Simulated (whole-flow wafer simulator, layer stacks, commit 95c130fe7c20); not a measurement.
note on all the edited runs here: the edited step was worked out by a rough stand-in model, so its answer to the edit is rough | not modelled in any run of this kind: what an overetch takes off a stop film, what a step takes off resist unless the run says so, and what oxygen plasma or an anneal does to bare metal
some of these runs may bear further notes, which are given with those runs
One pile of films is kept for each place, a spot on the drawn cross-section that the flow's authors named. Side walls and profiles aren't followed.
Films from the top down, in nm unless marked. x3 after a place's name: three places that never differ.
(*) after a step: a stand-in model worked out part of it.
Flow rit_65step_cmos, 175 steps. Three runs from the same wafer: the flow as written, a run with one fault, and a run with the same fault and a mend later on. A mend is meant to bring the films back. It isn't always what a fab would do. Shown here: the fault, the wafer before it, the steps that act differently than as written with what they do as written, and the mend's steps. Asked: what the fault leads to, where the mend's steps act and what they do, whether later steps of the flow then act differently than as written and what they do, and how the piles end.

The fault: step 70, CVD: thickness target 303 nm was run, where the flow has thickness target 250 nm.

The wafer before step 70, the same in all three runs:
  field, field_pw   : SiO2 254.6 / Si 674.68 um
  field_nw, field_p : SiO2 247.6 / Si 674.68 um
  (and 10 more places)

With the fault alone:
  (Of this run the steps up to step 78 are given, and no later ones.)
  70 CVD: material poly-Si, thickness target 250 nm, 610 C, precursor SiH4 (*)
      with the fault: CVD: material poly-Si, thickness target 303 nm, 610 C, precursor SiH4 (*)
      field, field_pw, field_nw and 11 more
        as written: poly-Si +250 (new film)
        with the fault: poly-Si +303 (new film)
  No later step of the flow up to step 78 acts differently than as written, at any place that is followed, by more than 2% or 0.5 nm, whichever is larger.
  After step 78 the piles differ from the flow's by more than 2% or 0.5 nm, whichever is larger, at field, field_pw, field_nw and 11 more.
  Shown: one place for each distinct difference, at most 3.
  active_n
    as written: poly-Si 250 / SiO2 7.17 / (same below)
    with the fault: poly-Si 303 / SiO2 7.17 / (same below)
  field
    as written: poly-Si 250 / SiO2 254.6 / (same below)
    with the fault: poly-Si 303 / SiO2 254.6 / (same below)
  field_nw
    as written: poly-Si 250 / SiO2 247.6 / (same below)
    with the fault: poly-Si 303 / SiO2 247.6 / (same below)

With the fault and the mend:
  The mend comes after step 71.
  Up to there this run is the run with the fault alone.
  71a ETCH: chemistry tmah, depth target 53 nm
      field, field_pw, field_nw and 11 more
        poly-Si -53
  No later step of the flow acts differently than as written at any place that is followed.
  At the end the piles are the same as the flow's at every place that both follow.
